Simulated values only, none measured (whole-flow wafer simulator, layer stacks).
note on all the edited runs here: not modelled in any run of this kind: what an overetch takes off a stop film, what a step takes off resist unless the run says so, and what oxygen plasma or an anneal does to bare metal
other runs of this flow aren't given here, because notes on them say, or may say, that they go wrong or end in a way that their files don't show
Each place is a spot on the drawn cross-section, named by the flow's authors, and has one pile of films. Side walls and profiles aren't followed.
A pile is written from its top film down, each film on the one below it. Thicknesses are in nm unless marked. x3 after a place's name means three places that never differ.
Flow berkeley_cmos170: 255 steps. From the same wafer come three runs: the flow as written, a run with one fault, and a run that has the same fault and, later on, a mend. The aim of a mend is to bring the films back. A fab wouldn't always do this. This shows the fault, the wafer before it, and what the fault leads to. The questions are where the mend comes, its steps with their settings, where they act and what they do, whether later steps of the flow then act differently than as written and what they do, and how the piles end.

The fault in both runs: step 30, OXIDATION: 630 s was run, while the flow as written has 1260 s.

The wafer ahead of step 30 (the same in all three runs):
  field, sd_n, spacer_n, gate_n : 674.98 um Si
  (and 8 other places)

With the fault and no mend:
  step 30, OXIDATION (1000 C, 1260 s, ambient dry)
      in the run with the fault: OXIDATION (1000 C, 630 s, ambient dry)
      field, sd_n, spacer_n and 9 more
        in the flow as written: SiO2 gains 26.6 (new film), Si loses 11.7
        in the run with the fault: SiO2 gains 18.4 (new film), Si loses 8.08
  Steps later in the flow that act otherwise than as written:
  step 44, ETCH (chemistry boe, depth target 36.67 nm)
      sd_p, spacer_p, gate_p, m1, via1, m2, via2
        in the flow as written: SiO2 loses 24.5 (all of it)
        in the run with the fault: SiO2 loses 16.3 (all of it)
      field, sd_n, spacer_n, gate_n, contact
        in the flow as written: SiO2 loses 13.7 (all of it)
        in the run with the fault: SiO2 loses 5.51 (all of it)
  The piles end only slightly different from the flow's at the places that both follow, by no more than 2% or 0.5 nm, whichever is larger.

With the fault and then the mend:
  After step 30 comes the mend.
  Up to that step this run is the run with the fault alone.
  step 30a, OXIDATION (1000 C, 630 s, ambient dry) (the flow's step 30 again, with other settings)
      field, sd_n, spacer_n and 9 more
        SiO2 gains 8.19, Si loses 3.6
  None of the later steps of the flow acts differently than as written at any place that is followed.
  By the end, the piles equal the flow's at every place that both follow.
